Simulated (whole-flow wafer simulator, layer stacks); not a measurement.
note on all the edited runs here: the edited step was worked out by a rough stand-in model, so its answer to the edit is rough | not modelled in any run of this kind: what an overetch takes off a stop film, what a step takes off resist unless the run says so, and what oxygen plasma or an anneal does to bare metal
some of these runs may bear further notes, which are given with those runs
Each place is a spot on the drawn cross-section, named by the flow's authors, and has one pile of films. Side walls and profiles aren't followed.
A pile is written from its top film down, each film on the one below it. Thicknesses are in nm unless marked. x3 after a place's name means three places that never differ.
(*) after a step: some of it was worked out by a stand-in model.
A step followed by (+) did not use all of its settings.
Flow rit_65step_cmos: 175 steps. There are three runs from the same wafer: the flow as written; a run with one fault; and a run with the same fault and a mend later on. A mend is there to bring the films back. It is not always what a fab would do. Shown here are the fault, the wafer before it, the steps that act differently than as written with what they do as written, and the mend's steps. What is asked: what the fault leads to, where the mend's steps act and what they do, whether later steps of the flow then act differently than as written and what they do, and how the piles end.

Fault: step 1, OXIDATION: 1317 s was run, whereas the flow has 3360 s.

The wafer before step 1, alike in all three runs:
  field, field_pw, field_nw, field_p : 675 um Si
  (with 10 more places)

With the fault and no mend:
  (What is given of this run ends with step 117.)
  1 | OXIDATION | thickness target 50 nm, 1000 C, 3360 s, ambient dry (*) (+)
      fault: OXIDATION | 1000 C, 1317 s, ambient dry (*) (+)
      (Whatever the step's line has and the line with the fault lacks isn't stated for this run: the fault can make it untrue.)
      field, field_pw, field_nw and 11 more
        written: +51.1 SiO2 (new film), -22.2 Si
        fault: +32.2 SiO2 (new film), -13.9 Si
  Steps later in the flow that act otherwise than as written (not shown: 36 more steps that differ only slightly, by at most 2% or 0.5 nm, whichever is larger):
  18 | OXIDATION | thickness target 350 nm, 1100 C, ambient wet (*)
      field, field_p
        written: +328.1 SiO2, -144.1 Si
        fault: +342.7 SiO2, -150.5 Si
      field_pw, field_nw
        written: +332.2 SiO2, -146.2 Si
        fault: +346.6 SiO2, -152.5 Si
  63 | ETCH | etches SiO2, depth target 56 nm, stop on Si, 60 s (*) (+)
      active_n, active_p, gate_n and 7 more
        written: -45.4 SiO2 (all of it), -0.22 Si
        fault: -26.5 SiO2 (all of it), -0.6 Si
  After step 117 the piles are close to the flow's at the places that both follow, differing by at most 2% or 0.5 nm, whichever is larger.

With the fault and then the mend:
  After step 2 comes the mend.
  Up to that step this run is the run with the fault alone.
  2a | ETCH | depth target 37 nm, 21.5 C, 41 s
      field, field_pw, field_nw and 11 more
        -32.2 SiO2 (all of it)
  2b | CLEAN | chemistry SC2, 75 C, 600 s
      field, field_pw, field_nw and 11 more
        +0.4 chemical SiO2 (new film), -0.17 Si
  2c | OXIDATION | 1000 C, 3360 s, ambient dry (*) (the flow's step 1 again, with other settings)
      field, field_pw, field_nw and 11 more
        +51 SiO2 (new film), -0.4 chemical SiO2 (all of it), -22.3 Si
  Steps later in the flow that act otherwise than as written (not shown: 17 more steps that differ only slightly, by at most 2% or 0.5 nm, whichever is larger):
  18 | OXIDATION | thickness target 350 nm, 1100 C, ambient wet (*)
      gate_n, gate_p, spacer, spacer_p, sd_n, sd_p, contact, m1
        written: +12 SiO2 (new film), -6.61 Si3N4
        mend: +12 SiO2 (new film), -6.61 Si3N4, +0.03 SiO2
  At the end the piles are close to the flow's at the places that both follow, differing by at most 2% or 0.5 nm, whichever is larger.
